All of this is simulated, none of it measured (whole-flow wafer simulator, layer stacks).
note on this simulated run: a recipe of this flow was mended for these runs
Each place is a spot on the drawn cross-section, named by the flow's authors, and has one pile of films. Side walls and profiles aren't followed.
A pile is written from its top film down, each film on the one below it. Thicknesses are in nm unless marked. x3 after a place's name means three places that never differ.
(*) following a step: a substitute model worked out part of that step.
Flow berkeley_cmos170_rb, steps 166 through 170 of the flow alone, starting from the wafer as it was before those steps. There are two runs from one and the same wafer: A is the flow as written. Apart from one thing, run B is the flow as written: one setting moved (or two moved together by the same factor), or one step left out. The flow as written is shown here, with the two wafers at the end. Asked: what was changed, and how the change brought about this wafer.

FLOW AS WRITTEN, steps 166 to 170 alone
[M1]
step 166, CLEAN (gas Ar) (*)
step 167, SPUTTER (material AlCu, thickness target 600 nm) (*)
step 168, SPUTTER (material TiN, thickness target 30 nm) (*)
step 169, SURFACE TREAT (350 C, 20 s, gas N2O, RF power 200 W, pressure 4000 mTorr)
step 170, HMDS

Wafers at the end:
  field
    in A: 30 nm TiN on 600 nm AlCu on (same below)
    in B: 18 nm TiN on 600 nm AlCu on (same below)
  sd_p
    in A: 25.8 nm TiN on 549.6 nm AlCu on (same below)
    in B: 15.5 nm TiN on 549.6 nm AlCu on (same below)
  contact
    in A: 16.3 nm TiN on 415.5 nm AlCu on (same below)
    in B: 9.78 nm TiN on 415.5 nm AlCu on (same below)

Cause: step 168, SPUTTER: thickness target 18 nm was run, while the flow as written has thickness target 30 nm.
The wafer lets one read it off: field has TiN 18, and step 168 as written asks for 30 nm.

Step by step, how the change led to this:
  step 168, SPUTTER (material TiN, thickness target 30 nm) (*)
      field, sd_n, spacer_n, gate, spacer_p, gate_p, m1: A +30 TiN (new film) | B +18 TiN (new film)
      sd_p: A +25.8 TiN (new film) | B +15.5 TiN (new film)
      (also at 1 further place)
